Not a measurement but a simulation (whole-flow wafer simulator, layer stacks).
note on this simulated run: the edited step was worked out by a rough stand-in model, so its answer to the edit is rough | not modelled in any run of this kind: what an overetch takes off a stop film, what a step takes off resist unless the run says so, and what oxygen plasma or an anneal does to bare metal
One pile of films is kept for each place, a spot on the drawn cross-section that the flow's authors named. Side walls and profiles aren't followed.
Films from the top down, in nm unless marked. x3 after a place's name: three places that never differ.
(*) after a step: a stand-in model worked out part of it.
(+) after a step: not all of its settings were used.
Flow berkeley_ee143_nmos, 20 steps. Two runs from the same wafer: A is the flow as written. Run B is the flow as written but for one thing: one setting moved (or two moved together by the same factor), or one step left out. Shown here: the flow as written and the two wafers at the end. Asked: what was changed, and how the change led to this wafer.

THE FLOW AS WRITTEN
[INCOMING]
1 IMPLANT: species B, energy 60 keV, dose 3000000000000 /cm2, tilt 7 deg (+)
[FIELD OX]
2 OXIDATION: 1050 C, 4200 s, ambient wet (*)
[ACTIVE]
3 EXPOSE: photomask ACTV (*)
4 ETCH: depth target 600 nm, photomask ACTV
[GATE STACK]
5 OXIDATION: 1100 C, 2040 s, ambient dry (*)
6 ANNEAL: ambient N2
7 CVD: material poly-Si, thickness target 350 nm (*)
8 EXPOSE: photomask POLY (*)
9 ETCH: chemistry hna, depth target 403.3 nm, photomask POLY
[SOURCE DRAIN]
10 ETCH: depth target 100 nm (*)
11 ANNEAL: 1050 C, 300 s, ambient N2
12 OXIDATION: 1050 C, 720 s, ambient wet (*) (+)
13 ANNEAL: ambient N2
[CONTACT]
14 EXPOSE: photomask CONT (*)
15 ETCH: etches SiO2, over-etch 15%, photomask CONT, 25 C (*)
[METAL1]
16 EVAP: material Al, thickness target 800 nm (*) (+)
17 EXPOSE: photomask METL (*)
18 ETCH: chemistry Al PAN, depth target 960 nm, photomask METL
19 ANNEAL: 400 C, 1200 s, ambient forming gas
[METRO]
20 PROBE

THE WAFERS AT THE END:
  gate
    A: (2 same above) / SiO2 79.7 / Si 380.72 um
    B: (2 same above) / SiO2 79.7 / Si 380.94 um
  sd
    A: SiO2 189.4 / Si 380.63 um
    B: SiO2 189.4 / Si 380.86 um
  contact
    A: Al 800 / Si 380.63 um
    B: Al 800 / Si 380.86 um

The cause: step 2, OXIDATION: 840 C was run, where the flow has 1050 C.

How the change led to this, step by step:
  2 OXIDATION: 1050 C, 4200 s, ambient wet (*)
      gate, sd, contact, field: A SiO2 +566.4 (new film), chemical SiO2 -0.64 (all of it), Si -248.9 | B SiO2 +60.6 (new film), chemical SiO2 -0.64 (all of it), Si -26.4
  4 ETCH: depth target 600 nm, photomask ACTV
      gate, sd, contact: A SiO2 -566.4 (all of it) | B SiO2 -60.6 (all of it)
  5 OXIDATION: 1100 C, 2040 s, ambient dry (*)
      field: A SiO2 +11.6, Si -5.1 | B SiO2 +46.8, Si -20.6
  12 OXIDATION: 1050 C, 720 s, ambient wet (*) (+)
      field: A SiO2 +69.1, Si -30.4 | B SiO2 +184.5, Si -81.2
